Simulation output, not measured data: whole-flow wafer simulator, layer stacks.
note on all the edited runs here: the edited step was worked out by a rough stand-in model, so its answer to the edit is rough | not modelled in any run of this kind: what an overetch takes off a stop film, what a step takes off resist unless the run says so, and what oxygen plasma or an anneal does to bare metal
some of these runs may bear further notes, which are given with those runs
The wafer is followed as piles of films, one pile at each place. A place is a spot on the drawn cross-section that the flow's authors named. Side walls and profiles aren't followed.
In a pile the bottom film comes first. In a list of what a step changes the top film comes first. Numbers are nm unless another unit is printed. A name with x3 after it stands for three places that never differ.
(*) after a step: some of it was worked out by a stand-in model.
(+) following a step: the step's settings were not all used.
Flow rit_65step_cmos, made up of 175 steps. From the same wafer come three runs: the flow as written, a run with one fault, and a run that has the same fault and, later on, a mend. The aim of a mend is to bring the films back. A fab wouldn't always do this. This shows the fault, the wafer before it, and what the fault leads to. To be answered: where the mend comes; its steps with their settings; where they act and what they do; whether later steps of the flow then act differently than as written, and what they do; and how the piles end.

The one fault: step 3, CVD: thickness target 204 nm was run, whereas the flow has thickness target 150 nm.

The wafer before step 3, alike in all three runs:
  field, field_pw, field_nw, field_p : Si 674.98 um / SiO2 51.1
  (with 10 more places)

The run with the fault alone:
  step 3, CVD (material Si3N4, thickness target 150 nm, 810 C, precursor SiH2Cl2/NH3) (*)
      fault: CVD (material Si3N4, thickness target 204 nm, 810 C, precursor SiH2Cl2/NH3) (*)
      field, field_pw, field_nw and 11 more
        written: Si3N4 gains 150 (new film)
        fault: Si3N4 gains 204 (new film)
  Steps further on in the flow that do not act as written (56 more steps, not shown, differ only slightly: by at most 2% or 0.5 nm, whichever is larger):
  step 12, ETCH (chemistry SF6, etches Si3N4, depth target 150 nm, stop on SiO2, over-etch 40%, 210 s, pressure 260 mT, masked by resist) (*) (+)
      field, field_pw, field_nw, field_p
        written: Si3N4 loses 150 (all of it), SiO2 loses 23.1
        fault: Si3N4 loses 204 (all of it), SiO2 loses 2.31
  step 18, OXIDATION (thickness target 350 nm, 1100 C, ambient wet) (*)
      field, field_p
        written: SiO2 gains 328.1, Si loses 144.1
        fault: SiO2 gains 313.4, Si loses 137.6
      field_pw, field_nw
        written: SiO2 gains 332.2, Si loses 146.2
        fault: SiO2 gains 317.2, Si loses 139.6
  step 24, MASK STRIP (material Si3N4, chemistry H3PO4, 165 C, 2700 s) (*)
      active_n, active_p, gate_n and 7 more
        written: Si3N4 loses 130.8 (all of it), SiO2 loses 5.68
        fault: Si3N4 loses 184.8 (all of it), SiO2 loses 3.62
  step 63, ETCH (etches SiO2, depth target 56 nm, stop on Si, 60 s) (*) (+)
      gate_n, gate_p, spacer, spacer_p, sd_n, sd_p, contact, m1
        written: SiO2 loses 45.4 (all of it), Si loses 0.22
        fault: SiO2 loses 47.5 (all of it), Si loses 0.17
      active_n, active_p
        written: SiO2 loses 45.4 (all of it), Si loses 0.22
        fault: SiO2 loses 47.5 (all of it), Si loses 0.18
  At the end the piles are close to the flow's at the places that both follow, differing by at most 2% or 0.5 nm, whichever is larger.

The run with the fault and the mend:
  The mend stands after step 4.
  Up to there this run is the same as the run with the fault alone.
  step 4a, ETCHBACK (chemistry SF6/CHF3, etches Si3N4, depth target 54 nm, CHF3 flow 30 sccm, pressure 40 mT) (*) (+)
      field, field_pw, field_nw and 11 more
        Si3N4 loses 54
  None of the later steps of the flow acts differently than as written at any place that is followed.
  At every place that both follow, the piles at the end match the flow's.
